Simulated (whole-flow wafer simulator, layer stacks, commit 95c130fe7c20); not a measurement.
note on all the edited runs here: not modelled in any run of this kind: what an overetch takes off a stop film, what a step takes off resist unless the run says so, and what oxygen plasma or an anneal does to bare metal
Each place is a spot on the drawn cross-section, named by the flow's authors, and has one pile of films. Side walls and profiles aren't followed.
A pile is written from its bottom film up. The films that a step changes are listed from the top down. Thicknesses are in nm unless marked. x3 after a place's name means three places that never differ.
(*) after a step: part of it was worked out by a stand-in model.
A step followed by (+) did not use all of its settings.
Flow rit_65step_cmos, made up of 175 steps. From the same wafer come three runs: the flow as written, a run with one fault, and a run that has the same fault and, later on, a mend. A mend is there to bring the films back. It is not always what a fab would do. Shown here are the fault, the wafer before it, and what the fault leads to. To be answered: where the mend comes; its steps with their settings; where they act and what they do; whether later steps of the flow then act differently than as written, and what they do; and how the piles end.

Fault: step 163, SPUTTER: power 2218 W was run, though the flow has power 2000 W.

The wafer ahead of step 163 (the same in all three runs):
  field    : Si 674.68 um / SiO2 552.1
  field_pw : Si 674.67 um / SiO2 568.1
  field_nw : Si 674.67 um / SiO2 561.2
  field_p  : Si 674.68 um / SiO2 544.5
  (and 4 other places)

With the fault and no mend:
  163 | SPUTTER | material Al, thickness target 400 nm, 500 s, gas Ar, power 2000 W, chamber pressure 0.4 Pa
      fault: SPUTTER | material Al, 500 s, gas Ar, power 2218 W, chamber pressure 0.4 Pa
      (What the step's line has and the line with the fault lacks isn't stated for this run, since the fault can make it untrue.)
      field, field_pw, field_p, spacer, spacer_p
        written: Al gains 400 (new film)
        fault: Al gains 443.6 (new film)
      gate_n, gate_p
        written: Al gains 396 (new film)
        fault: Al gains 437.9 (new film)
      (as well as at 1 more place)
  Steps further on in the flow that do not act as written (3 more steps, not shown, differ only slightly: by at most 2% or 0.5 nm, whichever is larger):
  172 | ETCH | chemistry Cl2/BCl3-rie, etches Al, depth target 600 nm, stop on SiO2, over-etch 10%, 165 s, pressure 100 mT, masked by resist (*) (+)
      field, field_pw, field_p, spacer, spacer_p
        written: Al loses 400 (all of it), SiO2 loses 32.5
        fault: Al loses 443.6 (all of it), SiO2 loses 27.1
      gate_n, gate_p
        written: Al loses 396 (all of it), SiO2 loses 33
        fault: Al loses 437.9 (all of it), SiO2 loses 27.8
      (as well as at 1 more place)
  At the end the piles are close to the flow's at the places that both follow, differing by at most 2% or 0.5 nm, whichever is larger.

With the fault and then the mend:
  The mend follows step 164.
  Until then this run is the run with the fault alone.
  164a | ETCH | chemistry al pan, depth target 510 nm
      field, field_pw, field_nw, field_p, spacer, spacer_p
        Al loses 443.6 (all of it)
      gate_n, gate_p
        Al loses 437.9 (all of it)
  164b | SPUTTER | material Al, thickness target 400 nm, 500 s, gas Ar, power 2000 W, chamber pressure 0.4 Pa (the flow's step 163 again)
      field, field_pw, field_p, spacer, spacer_p
        Al gains 400 (new film)
      gate_n, gate_p
        Al gains 396 (new film)
      field_nw
        Al gains 397.2 (new film)
  Every later step of the flow that is run acts as written at every place that is followed.
  The piles end the same as the flow's at every place that both follow.
